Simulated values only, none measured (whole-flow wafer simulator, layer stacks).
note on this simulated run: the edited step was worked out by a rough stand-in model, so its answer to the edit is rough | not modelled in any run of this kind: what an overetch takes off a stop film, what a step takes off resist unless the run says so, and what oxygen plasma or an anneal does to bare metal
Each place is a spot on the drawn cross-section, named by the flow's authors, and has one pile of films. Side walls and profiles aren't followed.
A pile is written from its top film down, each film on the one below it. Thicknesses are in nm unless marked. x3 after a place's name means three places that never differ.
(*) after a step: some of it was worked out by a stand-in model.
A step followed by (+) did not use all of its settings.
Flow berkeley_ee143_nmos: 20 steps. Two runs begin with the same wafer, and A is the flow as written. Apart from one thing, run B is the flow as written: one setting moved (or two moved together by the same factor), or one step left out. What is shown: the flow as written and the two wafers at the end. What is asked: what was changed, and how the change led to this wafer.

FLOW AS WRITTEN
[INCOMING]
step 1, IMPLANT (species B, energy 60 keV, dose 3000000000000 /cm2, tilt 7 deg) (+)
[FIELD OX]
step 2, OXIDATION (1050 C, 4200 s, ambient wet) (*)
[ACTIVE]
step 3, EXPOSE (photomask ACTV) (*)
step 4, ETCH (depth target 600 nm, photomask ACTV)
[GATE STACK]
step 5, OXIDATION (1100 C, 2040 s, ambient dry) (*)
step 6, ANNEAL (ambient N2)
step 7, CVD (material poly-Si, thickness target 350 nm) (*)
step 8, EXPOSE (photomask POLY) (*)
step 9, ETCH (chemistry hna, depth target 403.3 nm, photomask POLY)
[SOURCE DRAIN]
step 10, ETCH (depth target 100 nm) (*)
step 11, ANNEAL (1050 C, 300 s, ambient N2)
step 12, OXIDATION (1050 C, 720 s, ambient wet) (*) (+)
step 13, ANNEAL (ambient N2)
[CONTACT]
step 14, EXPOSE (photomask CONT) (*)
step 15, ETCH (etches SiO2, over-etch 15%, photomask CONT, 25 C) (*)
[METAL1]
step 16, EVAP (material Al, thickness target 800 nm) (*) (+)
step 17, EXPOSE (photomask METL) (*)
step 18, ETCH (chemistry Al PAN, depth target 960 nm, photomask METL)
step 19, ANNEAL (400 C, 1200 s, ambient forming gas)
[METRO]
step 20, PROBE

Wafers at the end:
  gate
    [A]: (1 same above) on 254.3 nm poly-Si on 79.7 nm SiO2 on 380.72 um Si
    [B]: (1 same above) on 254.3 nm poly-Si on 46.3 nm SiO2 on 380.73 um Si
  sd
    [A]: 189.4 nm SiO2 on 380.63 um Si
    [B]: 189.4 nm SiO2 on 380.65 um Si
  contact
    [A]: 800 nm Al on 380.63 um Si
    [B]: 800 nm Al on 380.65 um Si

Cause: step 5, OXIDATION: 816 s was run, though the flow has 2040 s.

How this came from the change, step by step:
  step 5, OXIDATION (1100 C, 2040 s, ambient dry) (*)
      gate, sd, contact: A +79.7 SiO2 (new film), -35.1 Si | B +46.3 SiO2 (new film), -20.4 Si
      field: A +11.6 SiO2, -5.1 Si | B +4.68 SiO2, -2.06 Si
  step 10, ETCH (depth target 100 nm) (*)
      sd, contact: A -79.7 SiO2 (all of it) | B -46.3 SiO2 (all of it)
